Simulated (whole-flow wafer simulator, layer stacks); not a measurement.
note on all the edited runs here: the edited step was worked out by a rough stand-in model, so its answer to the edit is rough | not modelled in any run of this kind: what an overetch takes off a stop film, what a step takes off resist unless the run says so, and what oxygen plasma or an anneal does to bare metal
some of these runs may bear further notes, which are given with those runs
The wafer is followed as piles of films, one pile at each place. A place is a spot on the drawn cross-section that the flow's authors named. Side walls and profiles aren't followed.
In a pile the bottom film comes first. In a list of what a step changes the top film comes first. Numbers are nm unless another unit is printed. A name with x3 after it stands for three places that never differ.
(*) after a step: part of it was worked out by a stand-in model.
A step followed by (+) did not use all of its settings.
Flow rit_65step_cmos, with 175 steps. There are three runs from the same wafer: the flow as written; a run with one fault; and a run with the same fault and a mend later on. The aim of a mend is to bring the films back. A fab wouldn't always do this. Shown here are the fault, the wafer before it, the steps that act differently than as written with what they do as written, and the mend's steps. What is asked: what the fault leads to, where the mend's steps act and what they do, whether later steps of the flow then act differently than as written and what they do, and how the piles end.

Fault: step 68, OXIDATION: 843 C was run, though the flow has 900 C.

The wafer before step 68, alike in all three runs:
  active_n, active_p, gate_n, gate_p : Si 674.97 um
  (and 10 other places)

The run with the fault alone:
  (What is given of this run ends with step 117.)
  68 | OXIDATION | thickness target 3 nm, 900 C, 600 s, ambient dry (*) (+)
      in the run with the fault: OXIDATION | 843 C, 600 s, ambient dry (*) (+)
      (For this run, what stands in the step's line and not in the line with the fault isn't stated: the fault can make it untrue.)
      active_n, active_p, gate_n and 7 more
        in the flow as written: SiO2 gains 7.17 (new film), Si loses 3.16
        in the run with the fault: SiO2 gains 3 (new film), Si loses 1.32
  Steps further on in the flow that do not act as written (14 other steps are not shown; they differ only slightly, by no more than 2% or 0.5 nm, whichever is larger):
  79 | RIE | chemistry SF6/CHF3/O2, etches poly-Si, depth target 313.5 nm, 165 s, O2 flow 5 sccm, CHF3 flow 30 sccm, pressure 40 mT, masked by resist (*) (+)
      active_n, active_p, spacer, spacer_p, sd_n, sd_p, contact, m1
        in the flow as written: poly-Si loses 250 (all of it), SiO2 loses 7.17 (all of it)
        in the run with the fault: poly-Si loses 250 (all of it), SiO2 loses 3 (all of it)
  Once step 117 is done, the piles at gate_n, gate_p depart from the flow's by more than 2% or 0.5 nm, whichever is larger.
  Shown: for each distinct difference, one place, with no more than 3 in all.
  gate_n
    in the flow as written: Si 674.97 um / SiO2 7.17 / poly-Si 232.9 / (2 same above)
    in the run with the fault: Si 674.97 um / SiO2 3 / poly-Si 232.9 / (2 same above)

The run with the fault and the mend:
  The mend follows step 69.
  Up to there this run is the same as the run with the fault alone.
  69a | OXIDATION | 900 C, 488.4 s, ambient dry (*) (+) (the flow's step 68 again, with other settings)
      active_n, active_p, gate_n and 7 more
        SiO2 gains 4, Si loses 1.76
  Later steps of the flow that are run all act as written at every place that is followed, up to a difference of at most 2% or 0.5 nm, whichever is larger.
  The piles end only slightly different from the flow's at the places that both follow, by no more than 2% or 0.5 nm, whichever is larger.
